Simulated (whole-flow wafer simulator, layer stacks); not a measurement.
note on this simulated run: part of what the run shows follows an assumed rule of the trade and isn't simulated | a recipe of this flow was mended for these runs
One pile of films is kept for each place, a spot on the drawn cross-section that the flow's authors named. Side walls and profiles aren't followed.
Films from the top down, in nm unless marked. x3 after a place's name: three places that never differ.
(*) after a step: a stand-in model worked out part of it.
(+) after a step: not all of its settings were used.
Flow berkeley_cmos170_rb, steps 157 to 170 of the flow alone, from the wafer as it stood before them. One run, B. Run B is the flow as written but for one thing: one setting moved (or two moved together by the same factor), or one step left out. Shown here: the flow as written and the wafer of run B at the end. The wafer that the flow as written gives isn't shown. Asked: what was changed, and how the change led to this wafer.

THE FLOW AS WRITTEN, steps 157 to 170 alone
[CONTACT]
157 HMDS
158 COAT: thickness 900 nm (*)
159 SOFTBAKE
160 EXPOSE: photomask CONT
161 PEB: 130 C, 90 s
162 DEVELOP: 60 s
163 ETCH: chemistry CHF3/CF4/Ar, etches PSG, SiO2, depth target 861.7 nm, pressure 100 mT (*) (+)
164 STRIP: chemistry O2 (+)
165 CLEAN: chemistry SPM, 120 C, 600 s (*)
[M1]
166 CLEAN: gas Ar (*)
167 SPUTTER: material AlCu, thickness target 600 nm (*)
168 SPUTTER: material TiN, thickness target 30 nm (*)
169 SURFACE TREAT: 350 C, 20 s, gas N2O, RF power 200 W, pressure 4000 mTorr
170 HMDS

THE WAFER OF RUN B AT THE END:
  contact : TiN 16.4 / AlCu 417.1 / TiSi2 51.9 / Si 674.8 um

The cause: step 163, ETCH: depth target 734 nm was run, where the flow has depth target 861.7 nm.

How the change led to this, step by step:
  163 ETCH: chemistry CHF3/CF4/Ar, etches PSG, SiO2, depth target 861.7 nm, pressure 100 mT (*) (+)
      field, sd_n, spacer_n, gate, sd_p, spacer_p, gate_p, m1: KrF-resist -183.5 (as written it would be: KrF-resist -215.4)
      contact: PSG -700 (all of it), TiSi2 -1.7 (as written it would be: PSG -700 (all of it), TiSi2 -8.08)
  164 STRIP: chemistry O2 (+)
      field: KrF-resist -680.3 (all of it) (as written it would be: KrF-resist -648.4 (all of it))
      sd_n: KrF-resist -804.4 (all of it) (as written it would be: KrF-resist -772.5 (all of it))
      (and at 6 more places)
